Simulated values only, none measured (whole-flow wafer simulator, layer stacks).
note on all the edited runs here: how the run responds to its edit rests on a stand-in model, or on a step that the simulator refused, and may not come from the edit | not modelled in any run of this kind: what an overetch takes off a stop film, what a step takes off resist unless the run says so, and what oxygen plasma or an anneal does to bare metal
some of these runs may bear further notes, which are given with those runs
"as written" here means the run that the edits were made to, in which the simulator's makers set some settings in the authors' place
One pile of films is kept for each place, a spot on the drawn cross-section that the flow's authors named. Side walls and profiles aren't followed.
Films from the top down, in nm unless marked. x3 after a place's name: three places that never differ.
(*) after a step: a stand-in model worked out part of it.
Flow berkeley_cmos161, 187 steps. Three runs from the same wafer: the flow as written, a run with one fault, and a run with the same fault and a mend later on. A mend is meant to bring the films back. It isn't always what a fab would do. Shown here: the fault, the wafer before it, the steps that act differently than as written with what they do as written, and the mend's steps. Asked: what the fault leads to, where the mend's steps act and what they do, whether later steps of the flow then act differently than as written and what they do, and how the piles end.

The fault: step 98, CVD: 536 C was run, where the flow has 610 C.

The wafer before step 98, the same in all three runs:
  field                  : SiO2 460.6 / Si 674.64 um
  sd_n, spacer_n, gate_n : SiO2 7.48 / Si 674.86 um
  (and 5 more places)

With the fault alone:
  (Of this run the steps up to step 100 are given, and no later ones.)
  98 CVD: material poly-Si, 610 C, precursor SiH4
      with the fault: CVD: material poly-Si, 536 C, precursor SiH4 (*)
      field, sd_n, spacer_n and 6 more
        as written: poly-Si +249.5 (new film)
        with the fault: poly-Si +42.4 (new film)
  No later step of the flow up to step 100 acts differently than as written at any place that is followed.
  After step 100 the piles differ from the flow's by more than 2% or 0.5 nm, whichever is larger, at field, sd_n, spacer_n and 6 more.
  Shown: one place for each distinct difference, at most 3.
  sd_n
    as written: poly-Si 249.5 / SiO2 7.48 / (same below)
    with the fault: poly-Si 42.4 / SiO2 7.48 / (same below)
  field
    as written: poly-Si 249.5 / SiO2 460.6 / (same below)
    with the fault: poly-Si 42.4 / SiO2 460.6 / (same below)

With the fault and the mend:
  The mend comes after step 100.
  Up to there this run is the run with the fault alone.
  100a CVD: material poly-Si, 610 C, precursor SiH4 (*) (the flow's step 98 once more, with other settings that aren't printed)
      field, sd_n, spacer_n and 6 more
        poly-Si +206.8
  No later step of the flow acts differently than as written, at any place that is followed, by more than 2% or 0.5 nm, whichever is larger.
  At the end the piles differ from the flow's only slightly at the places that both follow, by at most 2% or 0.5 nm, whichever is larger.
